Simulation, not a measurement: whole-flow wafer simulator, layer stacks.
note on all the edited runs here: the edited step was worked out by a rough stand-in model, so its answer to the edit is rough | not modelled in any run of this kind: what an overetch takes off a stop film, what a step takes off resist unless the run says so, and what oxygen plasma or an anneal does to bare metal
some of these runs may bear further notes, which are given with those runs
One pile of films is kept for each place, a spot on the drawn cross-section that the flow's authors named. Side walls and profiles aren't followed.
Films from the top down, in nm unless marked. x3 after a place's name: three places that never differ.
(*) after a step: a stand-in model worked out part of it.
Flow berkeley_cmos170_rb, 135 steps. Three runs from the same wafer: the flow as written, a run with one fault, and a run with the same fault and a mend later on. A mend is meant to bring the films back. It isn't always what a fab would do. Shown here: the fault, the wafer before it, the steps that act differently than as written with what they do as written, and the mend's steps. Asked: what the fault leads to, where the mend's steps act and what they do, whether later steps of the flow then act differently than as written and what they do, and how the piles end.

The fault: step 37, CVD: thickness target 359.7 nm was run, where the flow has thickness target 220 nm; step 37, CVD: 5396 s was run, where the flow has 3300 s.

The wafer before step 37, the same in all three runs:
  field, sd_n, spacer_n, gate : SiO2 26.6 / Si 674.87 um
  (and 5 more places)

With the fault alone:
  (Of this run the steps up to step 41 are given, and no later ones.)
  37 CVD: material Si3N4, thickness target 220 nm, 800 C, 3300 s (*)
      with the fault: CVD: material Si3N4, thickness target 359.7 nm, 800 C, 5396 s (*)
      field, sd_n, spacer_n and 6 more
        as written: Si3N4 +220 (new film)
        with the fault: Si3N4 +359.7 (new film)
  No later step of the flow up to step 41 acts differently than as written at any place that is followed.
  After step 41 the piles differ from the flow's by more than 2% or 0.5 nm, whichever is larger, at field, sd_n, spacer_n and 6 more.
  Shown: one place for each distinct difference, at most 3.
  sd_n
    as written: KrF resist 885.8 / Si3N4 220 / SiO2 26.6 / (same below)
    with the fault: KrF resist 885.8 / Si3N4 359.7 / SiO2 26.6 / (same below)
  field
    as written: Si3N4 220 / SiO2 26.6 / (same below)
    with the fault: Si3N4 359.7 / SiO2 26.6 / (same below)

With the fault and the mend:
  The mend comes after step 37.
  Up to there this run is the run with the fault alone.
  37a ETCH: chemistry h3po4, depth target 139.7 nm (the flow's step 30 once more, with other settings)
      field, sd_n, spacer_n and 6 more
        Si3N4 -139.7
  No later step of the flow acts differently than as written at any place that is followed.
  At the end the piles are the same as the flow's at every place that both follow.
